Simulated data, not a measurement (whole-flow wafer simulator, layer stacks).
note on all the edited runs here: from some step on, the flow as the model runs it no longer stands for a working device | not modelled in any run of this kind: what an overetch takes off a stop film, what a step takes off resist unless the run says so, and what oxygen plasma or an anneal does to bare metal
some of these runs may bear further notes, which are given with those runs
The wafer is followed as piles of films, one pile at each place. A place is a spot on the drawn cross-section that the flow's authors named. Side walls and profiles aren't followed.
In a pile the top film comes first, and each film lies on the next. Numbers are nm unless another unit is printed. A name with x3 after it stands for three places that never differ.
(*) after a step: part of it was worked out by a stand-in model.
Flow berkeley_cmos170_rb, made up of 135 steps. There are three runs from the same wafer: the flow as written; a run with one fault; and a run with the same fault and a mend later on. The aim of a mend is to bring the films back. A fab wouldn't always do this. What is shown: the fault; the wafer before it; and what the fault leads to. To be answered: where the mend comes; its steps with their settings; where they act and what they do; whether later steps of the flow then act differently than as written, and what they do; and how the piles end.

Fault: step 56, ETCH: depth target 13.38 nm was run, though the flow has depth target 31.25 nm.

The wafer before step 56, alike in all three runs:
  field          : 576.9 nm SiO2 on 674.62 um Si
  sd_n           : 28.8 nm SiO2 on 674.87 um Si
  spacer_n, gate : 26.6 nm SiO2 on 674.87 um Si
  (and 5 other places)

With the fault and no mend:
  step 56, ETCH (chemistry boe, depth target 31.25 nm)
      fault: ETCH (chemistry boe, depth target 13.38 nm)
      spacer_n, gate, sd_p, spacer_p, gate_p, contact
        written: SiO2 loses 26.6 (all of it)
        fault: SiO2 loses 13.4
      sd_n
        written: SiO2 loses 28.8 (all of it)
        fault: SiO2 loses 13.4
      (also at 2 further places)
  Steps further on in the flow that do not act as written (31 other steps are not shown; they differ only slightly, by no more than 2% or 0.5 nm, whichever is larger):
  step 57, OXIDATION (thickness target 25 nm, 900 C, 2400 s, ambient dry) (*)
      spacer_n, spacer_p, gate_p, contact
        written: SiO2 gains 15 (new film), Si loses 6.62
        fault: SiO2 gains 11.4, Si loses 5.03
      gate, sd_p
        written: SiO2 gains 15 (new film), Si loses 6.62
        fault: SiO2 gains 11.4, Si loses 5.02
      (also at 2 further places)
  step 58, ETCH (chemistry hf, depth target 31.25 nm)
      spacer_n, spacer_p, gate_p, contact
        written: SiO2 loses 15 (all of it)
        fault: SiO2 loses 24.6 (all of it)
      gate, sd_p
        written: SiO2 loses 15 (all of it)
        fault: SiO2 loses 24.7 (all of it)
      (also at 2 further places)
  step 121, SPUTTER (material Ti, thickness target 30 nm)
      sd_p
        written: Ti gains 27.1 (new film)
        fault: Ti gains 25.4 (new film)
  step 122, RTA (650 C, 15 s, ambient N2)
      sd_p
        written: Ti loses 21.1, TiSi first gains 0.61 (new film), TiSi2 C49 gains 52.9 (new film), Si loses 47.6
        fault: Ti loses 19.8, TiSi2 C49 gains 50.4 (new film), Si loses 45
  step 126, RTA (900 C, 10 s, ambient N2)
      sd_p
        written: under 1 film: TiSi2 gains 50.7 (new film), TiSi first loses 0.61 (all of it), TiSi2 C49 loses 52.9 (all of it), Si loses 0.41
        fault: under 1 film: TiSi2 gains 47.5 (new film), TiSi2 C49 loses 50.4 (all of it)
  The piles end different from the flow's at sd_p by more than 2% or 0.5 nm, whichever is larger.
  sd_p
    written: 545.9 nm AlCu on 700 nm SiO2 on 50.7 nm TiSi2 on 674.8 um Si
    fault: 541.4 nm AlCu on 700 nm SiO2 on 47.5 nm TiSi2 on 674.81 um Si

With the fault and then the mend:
  After step 56 comes the mend.
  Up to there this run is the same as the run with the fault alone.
  step 56a, ETCH (chemistry boe, depth target 17.88 nm) (the flow's step 56 again, with other settings)
      spacer_n, spacer_p, gate_p, contact
        SiO2 loses 13.2 (all of it)
      gate, sd_p
        SiO2 loses 13.3 (all of it)
      field
        SiO2 loses 17.9
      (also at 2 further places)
  Every later step of the flow that is run acts as written, at every place that is followed, to within 2% or 0.5 nm, whichever is larger.
  By the end, the piles equal the flow's at every place that both follow.
